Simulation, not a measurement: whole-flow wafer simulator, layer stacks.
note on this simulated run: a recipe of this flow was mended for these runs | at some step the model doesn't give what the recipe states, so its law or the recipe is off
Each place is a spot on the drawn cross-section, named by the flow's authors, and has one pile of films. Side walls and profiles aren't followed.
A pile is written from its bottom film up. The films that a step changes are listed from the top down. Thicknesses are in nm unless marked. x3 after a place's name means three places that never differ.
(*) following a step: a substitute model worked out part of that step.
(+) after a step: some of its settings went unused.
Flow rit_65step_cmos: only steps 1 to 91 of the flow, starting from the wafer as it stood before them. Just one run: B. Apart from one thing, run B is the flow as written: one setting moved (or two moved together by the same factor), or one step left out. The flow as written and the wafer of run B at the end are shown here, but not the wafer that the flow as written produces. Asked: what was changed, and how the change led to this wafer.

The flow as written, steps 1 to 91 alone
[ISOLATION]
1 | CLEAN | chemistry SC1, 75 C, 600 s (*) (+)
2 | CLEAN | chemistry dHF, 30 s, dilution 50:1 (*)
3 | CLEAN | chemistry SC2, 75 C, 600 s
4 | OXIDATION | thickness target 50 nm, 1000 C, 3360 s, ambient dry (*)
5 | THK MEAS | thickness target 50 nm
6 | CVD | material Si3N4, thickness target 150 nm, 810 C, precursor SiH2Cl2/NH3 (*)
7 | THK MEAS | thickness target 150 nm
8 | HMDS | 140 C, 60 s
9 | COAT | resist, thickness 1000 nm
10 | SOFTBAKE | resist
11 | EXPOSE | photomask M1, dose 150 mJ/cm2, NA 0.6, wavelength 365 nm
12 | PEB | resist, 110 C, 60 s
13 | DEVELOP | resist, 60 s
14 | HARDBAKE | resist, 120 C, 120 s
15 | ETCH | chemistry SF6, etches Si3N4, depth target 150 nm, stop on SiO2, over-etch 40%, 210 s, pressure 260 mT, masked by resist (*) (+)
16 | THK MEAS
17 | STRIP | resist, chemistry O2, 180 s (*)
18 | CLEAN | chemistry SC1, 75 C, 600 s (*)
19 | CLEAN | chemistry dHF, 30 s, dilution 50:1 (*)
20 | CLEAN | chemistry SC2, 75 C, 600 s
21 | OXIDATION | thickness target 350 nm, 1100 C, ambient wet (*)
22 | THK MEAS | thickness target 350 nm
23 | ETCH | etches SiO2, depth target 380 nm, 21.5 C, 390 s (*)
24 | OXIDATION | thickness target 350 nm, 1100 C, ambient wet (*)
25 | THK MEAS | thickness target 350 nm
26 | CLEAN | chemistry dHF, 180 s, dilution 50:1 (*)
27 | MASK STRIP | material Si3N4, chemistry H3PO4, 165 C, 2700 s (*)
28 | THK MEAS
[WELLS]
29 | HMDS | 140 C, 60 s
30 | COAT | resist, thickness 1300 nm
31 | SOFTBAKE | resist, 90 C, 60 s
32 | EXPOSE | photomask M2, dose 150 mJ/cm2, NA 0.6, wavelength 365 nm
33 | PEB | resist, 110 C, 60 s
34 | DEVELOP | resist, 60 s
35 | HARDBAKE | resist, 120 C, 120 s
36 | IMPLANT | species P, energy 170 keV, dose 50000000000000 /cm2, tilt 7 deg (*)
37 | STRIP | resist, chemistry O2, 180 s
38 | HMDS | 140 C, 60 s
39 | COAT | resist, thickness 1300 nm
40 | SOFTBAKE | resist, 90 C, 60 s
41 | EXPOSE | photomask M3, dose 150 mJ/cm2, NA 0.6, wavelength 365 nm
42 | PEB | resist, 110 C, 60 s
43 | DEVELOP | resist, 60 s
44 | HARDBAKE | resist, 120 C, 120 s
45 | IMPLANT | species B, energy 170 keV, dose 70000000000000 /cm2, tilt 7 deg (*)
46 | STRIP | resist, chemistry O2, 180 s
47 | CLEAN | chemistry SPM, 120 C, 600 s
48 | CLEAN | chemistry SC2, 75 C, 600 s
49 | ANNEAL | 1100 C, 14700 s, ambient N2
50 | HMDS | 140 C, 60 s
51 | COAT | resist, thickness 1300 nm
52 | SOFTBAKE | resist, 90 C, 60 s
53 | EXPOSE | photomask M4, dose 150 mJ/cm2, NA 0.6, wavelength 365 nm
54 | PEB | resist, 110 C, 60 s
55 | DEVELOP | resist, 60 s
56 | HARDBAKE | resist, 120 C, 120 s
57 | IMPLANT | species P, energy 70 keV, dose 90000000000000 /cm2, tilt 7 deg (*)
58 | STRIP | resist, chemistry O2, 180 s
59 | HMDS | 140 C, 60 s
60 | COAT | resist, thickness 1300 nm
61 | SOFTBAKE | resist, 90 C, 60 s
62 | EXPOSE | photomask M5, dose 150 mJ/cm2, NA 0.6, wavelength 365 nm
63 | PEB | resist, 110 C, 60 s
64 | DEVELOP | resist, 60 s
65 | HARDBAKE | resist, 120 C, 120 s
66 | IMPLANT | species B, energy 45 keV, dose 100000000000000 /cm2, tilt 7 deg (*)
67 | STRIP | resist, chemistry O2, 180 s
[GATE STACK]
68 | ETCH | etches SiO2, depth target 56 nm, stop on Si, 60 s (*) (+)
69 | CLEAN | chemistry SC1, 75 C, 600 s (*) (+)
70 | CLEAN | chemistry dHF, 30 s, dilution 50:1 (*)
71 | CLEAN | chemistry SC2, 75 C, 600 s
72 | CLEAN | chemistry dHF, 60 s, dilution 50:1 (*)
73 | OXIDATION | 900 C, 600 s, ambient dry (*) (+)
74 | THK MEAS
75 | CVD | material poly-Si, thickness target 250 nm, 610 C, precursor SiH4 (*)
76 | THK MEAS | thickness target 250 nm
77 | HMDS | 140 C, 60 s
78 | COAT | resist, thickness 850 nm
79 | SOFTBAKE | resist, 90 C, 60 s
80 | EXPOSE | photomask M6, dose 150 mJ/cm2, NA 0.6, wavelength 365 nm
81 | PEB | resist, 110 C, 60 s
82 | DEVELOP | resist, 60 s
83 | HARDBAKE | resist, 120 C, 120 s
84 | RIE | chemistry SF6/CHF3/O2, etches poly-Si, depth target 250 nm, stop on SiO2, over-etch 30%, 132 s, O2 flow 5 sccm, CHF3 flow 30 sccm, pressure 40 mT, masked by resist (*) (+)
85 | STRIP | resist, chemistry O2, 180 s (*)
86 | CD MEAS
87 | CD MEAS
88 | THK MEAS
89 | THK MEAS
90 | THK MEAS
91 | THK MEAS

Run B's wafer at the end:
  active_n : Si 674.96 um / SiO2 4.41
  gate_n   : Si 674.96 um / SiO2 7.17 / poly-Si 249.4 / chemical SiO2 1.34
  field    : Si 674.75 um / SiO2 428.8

Cause: step 23, ETCH: etches SiO2, depth target 380 nm, 21.5 C, 390 s (*), was omitted.

The path from the change to this, step by step:
  24 | OXIDATION | thickness target 350 nm, 1100 C, ambient wet (*)
      active_n, active_p, gate_n and 7 more: +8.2 SiO2, -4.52 Si3N4 (as written it would have been: +12 SiO2 (new film), -6.61 Si3N4)
      field, field_p: +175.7 SiO2, -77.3 Si (as written it would have been: +350 SiO2 (new film), -154 Si)
      (as well as at 2 more places)
  26 | CLEAN | chemistry dHF, 180 s, dilution 50:1 (*)
      active_n, active_p, gate_n and 7 more: -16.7 SiO2 (as written it would have been: -12 SiO2 (all of it), -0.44 Si3N4)
  27 | MASK STRIP | material Si3N4, chemistry H3PO4, 165 C, 2700 s (*)
      active_n, active_p, gate_n and 7 more: -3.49 SiO2 (all of it), -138 Si3N4 (all of it), -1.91 SiO2 (as written it would have been: -131.8 Si3N4 (all of it), -5.64 SiO2)
  30 | COAT | resist, thickness 1300 nm
      field_pw, field_nw: +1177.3 resist (new film) (as written it would have been: +1313 resist (new film))
      active_n, active_p: +1326.4 resist (new film) (as written it would have been: +1297.4 resist (new film))
      (as well as at 2 more places)
  33 | PEB | resist, 110 C, 60 s
      field, field_p: -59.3 resist (as written it would have been: -69.2 resist)
      field_pw, field_nw: -61.6 resist (as written it would have been: -69.1 resist)
      (as well as at 2 more places)
  34 | DEVELOP | resist, 60 s
      field_nw: -1115.7 resist (all of it) (as written it would have been: -1243.9 resist (all of it))
      field_p: -1076.3 resist (all of it) (as written it would have been: -1246.5 resist (all of it))
      (as well as at 1 more place)
  35 | HARDBAKE | resist, 120 C, 120 s
      field: -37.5 resist (as written it would have been: -44.1 resist)
      field_pw: -39 resist (as written it would have been: -44 resist)
      (as well as at 1 more place)
  37 | STRIP | resist, chemistry O2, 180 s
      field: -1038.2 resist (all of it) (as written it would have been: -1202.4 resist (all of it))
      field_pw: -1076.7 resist (all of it) (as written it would have been: -1199.9 resist (all of it))
      (as well as at 1 more place)
  39 | COAT | resist, thickness 1300 nm
      field_pw, field_nw: +1177.3 resist (new film) (as written it would have been: +1313 resist (new film))
      active_n, active_p: +1326.4 resist (new film) (as written it would have been: +1297.4 resist (new film))
      (as well as at 2 more places)
  42 | PEB | resist, 110 C, 60 s
      field, field_p: -59.3 resist (as written it would have been: -69.2 resist)
      field_pw, field_nw: -61.6 resist (as written it would have been: -69.1 resist)
      (as well as at 2 more places)
  43 | DEVELOP | resist, 60 s
      field: -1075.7 resist (all of it) (as written it would have been: -1246.5 resist (all of it))
      field_pw: -1115.7 resist (all of it) (as written it would have been: -1243.9 resist (all of it))
      (as well as at 1 more place)
  44 | HARDBAKE | resist, 120 C, 120 s
      field_nw: -39 resist (as written it would have been: -44 resist)
      field_p: -37.5 resist (as written it would have been: -44.1 resist)
      (as well as at 1 more place)
  46 | STRIP | resist, chemistry O2, 180 s
      field_nw: -1076.7 resist (all of it) (as written it would have been: -1199.9 resist (all of it))
      field_p: -1038.7 resist (all of it) (as written it would have been: -1202.3 resist (all of it))
      (as well as at 1 more place)
  51 | COAT | resist, thickness 1300 nm
      field_pw, field_nw: +1177.3 resist (new film) (as written it would have been: +1313 resist (new film))
      active_n, active_p: +1326.4 resist (new film) (as written it would have been: +1297.4 resist (new film))
      (as well as at 2 more places)
  54 | PEB | resist, 110 C, 60 s
      field, field_p: -59.3 resist (as written it would have been: -69.2 resist)
      field_pw, field_nw: -61.6 resist (as written it would have been: -69.1 resist)
      (as well as at 2 more places)
  55 | DEVELOP | resist, 60 s
      field_nw: -1115.7 resist (all of it) (as written it would have been: -1243.9 resist (all of it))
      field_p: -1076.3 resist (all of it) (as written it would have been: -1246.5 resist (all of it))
      (as well as at 1 more place)
  ... another 12 steps ...
  85 | STRIP | resist, chemistry O2, 180 s (*)
      gate_n, gate_p: +1.34 chemical SiO2 (new film), -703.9 resist (all of it), -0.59 poly-Si (as written it would have been: +1.34 chemical SiO2 (new film), -685.2 resist (all of it), -0.59 poly-Si)
